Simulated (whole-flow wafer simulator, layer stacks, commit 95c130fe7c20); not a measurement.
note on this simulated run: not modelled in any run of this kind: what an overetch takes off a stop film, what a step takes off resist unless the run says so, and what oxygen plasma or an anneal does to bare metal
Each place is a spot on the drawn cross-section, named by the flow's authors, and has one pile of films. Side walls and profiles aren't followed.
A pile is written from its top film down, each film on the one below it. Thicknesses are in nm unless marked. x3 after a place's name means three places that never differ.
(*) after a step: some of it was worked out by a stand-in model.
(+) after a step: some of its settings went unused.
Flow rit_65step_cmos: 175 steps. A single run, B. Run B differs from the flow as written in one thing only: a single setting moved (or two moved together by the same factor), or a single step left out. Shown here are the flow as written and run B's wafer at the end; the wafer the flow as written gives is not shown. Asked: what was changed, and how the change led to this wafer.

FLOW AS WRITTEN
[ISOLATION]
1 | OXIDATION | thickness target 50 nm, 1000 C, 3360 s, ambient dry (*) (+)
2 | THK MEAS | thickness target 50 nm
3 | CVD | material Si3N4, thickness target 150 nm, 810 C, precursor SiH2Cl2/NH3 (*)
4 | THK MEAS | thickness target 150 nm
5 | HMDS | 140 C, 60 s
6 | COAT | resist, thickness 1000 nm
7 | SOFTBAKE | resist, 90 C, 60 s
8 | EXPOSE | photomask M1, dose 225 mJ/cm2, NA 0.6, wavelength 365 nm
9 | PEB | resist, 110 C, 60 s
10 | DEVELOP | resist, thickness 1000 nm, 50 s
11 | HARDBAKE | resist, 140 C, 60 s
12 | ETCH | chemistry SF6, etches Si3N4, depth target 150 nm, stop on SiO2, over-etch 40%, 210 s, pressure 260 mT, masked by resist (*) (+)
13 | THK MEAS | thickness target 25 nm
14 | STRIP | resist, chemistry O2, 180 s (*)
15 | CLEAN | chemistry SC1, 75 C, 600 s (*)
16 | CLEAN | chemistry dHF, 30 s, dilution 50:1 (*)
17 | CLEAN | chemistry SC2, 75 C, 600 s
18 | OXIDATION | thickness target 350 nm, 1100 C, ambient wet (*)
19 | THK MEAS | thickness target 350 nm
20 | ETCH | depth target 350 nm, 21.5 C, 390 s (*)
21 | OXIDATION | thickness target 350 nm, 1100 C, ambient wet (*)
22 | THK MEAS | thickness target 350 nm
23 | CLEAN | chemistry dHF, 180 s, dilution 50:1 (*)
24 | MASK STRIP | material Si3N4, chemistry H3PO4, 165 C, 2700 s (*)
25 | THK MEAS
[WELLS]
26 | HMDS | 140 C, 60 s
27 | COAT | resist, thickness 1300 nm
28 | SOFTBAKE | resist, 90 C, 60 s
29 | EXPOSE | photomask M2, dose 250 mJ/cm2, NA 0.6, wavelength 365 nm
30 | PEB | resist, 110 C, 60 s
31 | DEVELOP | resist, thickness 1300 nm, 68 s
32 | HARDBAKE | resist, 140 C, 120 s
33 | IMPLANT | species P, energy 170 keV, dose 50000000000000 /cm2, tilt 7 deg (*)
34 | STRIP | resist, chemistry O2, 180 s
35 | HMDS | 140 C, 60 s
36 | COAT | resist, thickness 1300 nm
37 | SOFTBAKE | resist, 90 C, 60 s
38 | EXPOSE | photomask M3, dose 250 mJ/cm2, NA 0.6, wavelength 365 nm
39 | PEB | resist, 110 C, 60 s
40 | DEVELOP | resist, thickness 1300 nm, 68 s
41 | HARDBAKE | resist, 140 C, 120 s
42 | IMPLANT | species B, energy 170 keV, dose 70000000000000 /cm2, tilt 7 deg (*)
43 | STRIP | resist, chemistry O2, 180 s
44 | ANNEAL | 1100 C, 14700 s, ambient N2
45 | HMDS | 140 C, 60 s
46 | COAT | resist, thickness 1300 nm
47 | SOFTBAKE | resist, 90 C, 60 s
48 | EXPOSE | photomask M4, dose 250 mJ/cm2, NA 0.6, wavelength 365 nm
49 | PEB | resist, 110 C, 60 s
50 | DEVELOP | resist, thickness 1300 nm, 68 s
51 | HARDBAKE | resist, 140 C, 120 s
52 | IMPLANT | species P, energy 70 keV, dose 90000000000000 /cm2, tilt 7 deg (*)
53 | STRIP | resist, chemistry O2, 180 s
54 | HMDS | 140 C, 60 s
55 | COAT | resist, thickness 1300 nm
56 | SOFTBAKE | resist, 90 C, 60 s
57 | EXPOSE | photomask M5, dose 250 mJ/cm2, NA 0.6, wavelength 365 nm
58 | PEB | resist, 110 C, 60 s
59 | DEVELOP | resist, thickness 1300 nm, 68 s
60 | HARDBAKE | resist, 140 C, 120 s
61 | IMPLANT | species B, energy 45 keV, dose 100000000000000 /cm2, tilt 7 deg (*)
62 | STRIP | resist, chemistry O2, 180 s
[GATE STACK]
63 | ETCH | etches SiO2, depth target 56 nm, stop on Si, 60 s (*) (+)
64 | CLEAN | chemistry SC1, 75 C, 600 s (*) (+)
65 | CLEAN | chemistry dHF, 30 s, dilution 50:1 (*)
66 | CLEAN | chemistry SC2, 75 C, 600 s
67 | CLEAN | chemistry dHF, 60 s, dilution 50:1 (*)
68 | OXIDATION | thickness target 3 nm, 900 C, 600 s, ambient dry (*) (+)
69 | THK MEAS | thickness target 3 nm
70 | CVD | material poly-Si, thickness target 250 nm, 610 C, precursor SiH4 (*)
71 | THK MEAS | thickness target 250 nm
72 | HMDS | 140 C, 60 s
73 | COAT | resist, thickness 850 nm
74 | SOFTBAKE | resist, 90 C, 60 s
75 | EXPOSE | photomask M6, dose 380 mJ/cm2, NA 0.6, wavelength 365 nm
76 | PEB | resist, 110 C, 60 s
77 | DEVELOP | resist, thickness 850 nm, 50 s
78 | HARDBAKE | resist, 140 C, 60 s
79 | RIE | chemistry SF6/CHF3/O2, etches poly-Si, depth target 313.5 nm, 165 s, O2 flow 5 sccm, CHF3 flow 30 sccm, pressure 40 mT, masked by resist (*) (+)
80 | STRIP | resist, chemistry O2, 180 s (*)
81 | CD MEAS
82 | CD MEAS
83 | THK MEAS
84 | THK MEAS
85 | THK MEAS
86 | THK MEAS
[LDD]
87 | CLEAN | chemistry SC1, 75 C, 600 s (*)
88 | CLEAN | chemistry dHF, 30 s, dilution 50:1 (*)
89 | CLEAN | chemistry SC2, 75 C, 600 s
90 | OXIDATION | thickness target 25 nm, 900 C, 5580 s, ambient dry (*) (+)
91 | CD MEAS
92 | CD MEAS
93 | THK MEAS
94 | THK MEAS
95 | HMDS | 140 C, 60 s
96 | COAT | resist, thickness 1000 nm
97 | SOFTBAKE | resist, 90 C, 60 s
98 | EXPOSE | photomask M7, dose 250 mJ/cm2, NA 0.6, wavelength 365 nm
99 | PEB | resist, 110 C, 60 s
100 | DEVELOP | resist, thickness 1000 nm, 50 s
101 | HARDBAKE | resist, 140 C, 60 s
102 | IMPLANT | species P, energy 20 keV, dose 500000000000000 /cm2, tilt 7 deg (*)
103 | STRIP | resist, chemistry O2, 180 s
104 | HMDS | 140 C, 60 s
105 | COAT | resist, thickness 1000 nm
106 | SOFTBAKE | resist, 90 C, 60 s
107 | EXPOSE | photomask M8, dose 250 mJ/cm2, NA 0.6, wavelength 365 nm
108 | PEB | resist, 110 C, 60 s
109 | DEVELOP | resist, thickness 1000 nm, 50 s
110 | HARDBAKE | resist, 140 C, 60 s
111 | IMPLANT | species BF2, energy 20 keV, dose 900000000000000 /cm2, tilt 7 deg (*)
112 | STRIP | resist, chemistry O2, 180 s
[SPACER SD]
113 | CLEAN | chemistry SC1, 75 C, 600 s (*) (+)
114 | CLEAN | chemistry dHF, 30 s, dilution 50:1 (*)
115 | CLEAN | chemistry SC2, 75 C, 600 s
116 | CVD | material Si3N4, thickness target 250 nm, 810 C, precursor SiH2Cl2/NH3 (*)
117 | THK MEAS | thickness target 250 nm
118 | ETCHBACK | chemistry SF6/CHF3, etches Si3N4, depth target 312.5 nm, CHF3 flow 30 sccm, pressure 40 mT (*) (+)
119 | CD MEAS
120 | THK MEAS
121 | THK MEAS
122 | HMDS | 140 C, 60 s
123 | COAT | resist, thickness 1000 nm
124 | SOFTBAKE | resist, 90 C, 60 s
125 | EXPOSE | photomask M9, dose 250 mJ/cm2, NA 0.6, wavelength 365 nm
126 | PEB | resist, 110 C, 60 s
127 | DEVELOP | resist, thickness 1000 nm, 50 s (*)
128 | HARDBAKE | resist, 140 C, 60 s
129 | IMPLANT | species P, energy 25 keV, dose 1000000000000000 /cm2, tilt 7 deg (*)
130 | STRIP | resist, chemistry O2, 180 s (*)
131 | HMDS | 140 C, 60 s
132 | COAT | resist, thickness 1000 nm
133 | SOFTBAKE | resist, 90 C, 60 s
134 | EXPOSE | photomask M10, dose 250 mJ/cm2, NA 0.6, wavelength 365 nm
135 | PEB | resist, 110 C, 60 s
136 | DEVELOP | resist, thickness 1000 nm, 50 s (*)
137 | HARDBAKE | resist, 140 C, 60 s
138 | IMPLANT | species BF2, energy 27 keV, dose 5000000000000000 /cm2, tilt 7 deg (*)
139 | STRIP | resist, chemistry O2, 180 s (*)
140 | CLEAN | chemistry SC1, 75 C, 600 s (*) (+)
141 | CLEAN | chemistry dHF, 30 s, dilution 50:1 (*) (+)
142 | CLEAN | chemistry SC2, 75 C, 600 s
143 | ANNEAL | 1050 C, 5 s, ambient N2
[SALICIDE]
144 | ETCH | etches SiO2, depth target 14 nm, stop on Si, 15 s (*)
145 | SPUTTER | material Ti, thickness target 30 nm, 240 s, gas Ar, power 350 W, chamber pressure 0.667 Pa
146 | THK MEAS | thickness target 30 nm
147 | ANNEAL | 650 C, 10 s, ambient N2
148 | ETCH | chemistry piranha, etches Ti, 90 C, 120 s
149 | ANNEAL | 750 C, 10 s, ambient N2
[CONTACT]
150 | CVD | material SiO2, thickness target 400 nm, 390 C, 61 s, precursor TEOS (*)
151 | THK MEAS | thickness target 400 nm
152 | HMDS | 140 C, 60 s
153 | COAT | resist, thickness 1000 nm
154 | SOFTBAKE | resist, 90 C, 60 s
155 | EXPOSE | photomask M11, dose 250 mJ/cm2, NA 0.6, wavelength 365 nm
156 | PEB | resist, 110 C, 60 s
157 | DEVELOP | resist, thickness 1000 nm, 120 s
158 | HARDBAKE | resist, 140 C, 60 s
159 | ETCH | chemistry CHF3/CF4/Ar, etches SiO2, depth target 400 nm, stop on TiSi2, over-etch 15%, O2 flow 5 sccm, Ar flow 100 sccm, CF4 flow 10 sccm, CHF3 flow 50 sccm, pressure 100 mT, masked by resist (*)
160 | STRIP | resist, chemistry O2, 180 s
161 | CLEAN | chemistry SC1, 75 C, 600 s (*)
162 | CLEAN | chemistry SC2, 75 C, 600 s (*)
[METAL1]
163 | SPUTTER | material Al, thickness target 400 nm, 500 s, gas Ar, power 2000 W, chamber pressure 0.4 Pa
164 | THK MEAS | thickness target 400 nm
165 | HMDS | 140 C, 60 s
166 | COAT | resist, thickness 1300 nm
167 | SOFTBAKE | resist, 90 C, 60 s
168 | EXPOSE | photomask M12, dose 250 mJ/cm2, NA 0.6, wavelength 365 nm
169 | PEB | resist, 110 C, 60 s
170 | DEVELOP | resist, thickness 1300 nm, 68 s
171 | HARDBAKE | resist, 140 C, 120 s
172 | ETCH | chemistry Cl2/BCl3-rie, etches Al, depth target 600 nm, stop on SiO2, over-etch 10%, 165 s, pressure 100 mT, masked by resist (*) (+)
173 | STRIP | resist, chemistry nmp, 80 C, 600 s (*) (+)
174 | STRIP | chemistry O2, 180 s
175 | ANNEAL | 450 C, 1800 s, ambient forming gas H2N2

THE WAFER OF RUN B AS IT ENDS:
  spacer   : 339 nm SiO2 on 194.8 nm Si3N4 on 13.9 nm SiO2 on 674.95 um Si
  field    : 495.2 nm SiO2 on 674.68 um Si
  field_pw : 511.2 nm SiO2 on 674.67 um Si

What caused this: step 163, SPUTTER: thickness target 205 nm was run, while the flow as written has thickness target 400 nm; step 163, SPUTTER: 256 s was run, where the flow has 500 s.

Step by step, how the change led to this:
  163 | SPUTTER | material Al, thickness target 400 nm, 500 s, gas Ar, power 2000 W, chamber pressure 0.4 Pa
      field, field_p, spacer, spacer_p: +205 Al (new film) (as written it would have been: +400 Al (new film))
      gate_n, gate_p: +205 Al (new film) (as written it would have been: +396 Al (new film))
      (and at 2 other places as well)
  172 | ETCH | chemistry Cl2/BCl3-rie, etches Al, depth target 600 nm, stop on SiO2, over-etch 10%, 165 s, pressure 100 mT, masked by resist (*) (+)
      field, field_p, spacer, spacer_p: -205 Al (all of it), -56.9 SiO2 (as written it would have been: -400 Al (all of it), -32.5 SiO2)
      gate_n, gate_p: -205 Al (all of it), -56.9 SiO2 (as written it would have been: -396 Al (all of it), -33 SiO2)
      (and at 2 other places as well)
